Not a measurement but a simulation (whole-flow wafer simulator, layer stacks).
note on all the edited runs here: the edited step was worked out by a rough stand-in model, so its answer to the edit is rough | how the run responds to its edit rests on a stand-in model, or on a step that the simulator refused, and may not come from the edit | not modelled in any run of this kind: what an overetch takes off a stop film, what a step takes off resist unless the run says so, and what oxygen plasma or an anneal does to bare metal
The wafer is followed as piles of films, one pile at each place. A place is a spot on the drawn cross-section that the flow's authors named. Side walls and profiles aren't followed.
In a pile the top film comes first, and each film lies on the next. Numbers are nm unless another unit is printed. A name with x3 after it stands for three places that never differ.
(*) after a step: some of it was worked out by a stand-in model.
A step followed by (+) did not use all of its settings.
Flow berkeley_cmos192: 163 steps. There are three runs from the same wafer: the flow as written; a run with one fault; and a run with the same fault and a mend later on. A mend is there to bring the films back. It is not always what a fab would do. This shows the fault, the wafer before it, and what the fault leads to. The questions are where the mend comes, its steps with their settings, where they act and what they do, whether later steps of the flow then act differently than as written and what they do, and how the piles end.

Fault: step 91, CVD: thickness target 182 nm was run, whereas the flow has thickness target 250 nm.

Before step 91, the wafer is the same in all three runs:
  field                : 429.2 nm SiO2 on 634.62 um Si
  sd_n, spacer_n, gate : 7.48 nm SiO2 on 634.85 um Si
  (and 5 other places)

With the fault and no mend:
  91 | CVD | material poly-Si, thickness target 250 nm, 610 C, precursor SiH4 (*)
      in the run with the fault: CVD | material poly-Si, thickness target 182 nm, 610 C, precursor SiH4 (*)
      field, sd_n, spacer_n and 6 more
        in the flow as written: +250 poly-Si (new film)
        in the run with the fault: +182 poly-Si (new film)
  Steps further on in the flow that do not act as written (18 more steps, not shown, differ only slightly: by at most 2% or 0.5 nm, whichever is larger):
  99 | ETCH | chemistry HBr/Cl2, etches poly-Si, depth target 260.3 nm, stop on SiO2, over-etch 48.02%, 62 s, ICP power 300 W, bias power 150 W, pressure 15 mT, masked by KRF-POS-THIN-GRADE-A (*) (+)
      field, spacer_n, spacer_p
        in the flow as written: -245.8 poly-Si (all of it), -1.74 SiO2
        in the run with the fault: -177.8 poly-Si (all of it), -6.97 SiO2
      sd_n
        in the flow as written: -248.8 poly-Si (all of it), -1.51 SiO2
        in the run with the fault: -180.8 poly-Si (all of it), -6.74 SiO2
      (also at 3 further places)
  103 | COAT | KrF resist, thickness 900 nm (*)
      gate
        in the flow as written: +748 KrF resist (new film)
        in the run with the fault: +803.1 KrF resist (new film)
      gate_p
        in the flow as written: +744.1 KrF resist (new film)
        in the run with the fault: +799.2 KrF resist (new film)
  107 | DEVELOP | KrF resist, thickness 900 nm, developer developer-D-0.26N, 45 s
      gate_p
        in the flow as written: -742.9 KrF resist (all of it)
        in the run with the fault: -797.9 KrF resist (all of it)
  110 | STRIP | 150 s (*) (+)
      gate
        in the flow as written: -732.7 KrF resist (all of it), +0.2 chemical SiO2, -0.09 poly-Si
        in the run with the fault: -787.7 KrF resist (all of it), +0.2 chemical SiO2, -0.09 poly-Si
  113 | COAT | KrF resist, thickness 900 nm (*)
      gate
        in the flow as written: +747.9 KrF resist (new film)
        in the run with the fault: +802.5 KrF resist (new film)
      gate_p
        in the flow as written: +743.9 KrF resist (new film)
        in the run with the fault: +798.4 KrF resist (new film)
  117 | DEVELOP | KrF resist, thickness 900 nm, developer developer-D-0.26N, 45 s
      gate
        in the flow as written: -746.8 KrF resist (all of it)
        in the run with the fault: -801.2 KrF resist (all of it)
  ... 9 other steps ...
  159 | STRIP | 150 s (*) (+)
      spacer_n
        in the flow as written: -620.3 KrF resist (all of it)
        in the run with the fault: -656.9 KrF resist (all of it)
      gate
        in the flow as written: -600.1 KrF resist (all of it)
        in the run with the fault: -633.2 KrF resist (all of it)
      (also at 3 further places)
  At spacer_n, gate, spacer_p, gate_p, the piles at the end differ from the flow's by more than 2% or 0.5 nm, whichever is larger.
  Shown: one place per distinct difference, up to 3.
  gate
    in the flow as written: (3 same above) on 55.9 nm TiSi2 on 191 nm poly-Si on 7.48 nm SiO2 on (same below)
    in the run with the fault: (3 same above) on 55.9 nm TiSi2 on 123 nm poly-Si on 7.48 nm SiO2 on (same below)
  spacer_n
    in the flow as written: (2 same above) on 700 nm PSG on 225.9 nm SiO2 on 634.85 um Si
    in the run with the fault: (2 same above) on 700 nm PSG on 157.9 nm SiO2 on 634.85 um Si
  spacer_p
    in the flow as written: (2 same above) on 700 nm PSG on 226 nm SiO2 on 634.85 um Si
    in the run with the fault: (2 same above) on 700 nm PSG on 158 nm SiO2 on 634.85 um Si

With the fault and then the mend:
  The mend stands after step 91.
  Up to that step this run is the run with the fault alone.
  91a | CVD | material poly-Si, thickness target 68 nm, 610 C, precursor SiH4 (*) (a further turn of the flow's step 91, with different settings)
      field, sd_n, spacer_n and 6 more
        +68 poly-Si
  Every later step of the flow that is run acts as written, at every place that is followed, to within 2% or 0.5 nm, whichever is larger.
  At every place that both follow, the piles at the end match the flow's.
